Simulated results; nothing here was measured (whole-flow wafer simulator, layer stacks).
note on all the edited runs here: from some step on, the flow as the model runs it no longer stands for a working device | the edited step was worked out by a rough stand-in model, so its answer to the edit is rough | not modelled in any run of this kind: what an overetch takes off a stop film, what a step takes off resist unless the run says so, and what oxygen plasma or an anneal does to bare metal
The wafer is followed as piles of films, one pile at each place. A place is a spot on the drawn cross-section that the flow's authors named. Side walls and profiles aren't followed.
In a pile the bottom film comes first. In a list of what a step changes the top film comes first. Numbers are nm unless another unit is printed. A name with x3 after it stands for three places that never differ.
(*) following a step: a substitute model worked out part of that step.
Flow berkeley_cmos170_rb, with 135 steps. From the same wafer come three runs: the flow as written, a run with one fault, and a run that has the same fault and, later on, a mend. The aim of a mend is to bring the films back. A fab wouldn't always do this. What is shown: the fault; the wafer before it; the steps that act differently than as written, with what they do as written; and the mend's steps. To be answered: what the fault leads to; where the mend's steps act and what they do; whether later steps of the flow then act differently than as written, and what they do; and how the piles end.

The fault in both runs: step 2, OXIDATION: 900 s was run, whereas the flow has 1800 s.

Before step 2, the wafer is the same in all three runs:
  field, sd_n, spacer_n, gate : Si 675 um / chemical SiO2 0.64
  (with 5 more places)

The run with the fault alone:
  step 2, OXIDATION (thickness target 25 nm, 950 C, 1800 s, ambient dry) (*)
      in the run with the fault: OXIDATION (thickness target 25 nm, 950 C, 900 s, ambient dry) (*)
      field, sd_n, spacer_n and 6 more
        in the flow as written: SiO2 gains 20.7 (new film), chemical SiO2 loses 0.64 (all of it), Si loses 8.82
        in the run with the fault: SiO2 gains 13.6 (new film), chemical SiO2 loses 0.64 (all of it), Si loses 5.72
  Steps further on in the flow that do not act as written:
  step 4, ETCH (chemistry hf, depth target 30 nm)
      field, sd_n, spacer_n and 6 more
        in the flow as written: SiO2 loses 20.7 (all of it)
        in the run with the fault: SiO2 loses 13.6 (all of it)
  When the end is reached, the piles differ only a little from the flow's at the places that both follow, at most by 2% or 0.5 nm, whichever is larger.

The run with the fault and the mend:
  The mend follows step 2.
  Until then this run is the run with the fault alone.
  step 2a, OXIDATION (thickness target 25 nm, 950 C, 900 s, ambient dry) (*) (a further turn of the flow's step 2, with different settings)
      field, sd_n, spacer_n and 6 more
        SiO2 gains 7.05, Si loses 3.1
  None of the later steps of the flow acts differently than as written at any place that is followed.
  The piles end the same as the flow's at every place that both follow.
